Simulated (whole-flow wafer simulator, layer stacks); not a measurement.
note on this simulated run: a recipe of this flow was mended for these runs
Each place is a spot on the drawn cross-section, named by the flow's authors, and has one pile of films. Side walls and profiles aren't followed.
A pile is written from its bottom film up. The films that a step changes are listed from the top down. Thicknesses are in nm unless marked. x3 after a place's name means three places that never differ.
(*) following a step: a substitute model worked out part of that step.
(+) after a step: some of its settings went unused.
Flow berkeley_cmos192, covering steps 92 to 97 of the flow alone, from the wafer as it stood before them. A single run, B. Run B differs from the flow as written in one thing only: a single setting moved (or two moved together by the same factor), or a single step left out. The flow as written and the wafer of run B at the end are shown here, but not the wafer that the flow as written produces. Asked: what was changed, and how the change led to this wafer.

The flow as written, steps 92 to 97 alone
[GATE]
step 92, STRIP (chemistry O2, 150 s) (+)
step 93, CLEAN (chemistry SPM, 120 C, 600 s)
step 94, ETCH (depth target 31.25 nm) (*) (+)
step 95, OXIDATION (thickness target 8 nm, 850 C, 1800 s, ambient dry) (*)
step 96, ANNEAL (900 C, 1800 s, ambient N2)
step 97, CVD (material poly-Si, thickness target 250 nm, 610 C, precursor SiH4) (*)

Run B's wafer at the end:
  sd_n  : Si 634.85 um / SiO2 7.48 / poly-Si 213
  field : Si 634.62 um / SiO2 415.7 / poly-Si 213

Cause: step 97, CVD: thickness target 213 nm was run, while the flow as written has thickness target 250 nm.
One can read it off the wafer: sd_n has poly-Si 213, and step 97 as written asks for 250 nm.

The path from the change to this, step by step:
  step 97, CVD (material poly-Si, thickness target 250 nm, 610 C, precursor SiH4) (*)
      field, sd_n, spacer_n, gate, sd_p, spacer_p x2, contact, m1: +213 poly-Si (new film) (as written it would have been: +250 poly-Si (new film))
